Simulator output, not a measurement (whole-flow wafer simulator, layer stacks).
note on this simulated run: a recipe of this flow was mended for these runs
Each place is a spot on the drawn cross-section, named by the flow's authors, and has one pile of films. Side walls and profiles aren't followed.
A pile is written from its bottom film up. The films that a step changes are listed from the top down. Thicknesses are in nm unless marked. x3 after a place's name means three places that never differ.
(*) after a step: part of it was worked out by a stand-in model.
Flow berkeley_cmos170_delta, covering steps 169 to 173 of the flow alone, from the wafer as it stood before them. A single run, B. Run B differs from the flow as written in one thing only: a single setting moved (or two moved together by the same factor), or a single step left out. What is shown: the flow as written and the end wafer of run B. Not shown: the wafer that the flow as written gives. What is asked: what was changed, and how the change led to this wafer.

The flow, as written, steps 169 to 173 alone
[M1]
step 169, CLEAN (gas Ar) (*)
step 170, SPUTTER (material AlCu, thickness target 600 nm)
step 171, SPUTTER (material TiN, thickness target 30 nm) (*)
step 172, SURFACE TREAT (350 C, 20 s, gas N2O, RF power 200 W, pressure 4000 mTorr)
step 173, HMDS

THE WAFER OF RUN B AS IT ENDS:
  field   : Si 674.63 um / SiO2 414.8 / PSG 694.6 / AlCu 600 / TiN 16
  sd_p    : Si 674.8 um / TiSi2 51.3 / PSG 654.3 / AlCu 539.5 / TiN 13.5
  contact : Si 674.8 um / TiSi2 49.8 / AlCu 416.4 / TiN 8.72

The reason: step 171, SPUTTER: thickness target 16 nm was run, while the flow as written has thickness target 30 nm.
The wafer itself shows it: field has TiN 16, and step 171 as written asks for 30 nm.

The path from the change to this, step by step:
  step 171, SPUTTER (material TiN, thickness target 30 nm) (*)
      field, sd_n, spacer_n, gate, spacer_p, gate_p, m1: +16 TiN (new film) (as written it would have been: +30 TiN (new film))
      sd_p: +13.5 TiN (new film) (as written it would have been: +25.3 TiN (new film))
      (also at 1 further place)
